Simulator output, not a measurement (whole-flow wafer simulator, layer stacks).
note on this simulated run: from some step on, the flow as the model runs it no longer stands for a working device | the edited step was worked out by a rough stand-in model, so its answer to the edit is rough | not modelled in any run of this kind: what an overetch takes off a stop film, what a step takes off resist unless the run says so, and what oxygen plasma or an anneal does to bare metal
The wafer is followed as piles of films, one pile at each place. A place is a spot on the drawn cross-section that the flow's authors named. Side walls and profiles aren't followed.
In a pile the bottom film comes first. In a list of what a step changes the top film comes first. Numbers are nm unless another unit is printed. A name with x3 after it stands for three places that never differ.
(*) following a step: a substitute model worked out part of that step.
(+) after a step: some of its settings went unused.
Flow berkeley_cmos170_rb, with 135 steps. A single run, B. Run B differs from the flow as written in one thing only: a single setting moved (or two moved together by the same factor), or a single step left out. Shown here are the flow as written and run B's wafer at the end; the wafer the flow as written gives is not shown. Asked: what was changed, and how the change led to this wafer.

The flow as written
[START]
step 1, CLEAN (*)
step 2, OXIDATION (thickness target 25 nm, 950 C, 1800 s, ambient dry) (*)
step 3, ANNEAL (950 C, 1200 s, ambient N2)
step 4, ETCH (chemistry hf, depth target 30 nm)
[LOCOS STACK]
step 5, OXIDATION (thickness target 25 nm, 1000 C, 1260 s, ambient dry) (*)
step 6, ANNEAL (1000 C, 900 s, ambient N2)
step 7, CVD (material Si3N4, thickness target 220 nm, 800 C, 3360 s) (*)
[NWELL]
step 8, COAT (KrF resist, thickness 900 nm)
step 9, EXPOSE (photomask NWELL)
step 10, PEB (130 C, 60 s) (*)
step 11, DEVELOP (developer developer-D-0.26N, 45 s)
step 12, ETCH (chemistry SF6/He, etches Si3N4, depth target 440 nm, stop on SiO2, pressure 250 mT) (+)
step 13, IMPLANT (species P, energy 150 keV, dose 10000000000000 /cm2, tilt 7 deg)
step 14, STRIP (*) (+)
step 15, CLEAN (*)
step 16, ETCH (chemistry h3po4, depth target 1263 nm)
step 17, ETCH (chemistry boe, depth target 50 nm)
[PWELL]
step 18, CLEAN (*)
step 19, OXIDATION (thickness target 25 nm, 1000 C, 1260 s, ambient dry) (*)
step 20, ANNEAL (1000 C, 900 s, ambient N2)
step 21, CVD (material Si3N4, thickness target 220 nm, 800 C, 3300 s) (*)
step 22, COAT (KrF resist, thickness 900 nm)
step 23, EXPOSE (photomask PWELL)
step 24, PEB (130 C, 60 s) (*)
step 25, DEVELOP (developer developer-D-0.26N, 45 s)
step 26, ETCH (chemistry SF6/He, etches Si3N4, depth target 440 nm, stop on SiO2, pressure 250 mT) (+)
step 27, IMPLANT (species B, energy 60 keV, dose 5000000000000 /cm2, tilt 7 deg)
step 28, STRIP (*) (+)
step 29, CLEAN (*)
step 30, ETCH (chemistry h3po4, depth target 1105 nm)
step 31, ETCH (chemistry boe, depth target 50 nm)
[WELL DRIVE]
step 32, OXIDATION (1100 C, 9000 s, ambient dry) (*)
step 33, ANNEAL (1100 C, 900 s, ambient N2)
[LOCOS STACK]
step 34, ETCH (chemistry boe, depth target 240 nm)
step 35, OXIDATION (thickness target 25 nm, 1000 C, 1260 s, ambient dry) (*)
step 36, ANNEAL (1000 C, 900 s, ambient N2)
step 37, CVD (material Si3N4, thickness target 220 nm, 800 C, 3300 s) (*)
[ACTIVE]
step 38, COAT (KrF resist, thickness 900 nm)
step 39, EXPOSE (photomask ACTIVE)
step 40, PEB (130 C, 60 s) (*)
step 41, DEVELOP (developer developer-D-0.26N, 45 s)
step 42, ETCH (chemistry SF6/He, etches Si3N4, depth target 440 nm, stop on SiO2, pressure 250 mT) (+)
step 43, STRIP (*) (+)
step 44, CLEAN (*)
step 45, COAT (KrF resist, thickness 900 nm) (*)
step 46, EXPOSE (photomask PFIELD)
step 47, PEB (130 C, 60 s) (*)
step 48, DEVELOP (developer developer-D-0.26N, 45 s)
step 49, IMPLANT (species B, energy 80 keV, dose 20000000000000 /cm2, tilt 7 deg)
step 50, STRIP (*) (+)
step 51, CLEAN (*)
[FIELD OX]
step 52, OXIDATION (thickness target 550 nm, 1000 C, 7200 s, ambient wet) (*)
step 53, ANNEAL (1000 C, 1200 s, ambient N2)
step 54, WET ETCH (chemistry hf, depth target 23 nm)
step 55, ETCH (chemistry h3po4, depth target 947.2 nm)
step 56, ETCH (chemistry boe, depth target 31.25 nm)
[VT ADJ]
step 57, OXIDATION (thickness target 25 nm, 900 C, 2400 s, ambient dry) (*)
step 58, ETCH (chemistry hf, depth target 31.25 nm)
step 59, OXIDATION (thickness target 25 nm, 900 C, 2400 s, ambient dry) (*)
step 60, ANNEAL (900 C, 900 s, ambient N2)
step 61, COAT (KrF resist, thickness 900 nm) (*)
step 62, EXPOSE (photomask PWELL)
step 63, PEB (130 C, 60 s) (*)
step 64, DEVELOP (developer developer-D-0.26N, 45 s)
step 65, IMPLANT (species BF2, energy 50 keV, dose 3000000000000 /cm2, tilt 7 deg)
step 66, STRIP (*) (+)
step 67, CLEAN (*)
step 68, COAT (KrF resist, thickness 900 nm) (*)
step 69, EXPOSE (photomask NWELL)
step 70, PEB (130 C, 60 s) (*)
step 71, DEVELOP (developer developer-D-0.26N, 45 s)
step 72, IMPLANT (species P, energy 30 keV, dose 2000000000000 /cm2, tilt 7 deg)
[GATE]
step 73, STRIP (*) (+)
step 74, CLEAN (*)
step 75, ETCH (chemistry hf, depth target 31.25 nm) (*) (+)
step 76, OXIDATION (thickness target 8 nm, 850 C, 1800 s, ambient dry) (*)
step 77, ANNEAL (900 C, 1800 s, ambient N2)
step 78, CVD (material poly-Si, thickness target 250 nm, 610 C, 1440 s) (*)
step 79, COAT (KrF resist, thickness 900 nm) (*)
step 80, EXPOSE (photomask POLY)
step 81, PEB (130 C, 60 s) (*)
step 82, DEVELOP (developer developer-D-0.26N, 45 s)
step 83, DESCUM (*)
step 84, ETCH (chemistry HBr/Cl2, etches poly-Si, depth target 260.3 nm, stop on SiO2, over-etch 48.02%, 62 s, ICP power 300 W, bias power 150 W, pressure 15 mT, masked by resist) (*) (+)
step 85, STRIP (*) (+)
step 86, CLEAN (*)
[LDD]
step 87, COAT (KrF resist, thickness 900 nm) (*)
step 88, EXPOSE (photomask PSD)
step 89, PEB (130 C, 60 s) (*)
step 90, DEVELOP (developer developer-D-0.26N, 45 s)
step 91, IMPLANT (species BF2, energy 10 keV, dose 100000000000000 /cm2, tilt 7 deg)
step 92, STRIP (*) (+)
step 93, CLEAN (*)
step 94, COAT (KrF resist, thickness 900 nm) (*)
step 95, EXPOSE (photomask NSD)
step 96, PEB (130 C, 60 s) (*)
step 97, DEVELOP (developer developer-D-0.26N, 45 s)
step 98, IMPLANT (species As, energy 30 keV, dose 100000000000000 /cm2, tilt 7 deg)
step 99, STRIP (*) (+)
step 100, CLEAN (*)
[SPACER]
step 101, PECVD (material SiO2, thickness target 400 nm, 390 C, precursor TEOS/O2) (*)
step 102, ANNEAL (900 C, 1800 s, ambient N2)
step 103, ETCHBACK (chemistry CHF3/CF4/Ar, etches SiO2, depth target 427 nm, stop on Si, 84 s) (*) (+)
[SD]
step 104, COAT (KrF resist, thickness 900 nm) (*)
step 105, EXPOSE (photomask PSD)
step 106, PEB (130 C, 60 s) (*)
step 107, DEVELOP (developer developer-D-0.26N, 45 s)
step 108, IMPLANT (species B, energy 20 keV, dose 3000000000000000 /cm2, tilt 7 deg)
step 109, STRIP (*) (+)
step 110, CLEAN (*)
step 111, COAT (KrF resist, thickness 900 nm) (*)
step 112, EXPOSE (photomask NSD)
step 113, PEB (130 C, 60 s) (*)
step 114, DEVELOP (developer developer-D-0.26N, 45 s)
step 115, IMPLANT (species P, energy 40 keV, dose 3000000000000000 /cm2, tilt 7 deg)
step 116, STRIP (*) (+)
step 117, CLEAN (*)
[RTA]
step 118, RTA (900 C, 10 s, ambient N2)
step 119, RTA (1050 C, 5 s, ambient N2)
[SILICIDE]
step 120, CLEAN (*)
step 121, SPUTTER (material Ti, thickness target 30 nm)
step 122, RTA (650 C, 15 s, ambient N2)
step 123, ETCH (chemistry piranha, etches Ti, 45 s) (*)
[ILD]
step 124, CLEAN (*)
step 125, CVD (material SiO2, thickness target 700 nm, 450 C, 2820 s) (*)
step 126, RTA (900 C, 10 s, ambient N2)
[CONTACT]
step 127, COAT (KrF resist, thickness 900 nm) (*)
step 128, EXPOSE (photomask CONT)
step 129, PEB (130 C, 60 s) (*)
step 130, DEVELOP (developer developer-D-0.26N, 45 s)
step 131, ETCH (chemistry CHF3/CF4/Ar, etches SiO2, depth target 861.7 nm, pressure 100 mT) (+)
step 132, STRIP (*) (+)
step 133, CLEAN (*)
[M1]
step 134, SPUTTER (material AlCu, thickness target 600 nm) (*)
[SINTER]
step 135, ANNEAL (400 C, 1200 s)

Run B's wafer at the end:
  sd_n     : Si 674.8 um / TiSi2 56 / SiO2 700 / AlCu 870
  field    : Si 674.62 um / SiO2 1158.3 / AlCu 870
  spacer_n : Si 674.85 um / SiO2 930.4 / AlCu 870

Cause: step 134, SPUTTER: thickness target 870 nm was run, while the flow as written has thickness target 600 nm.
One can read it off the wafer: sd_n has AlCu 870, and step 134 as written asks for 600 nm.

The path from the change to this, step by step:
  step 134, SPUTTER (material AlCu, thickness target 600 nm) (*)
      field, sd_n, spacer_n, gate, spacer_p, gate_p, m1: AlCu gains 870 (new film) (as written it would have been: AlCu gains 600 (new film))
      sd_p: AlCu gains 806 (new film) (as written it would have been: AlCu gains 545.9 (new film))
      (also at 1 further place)
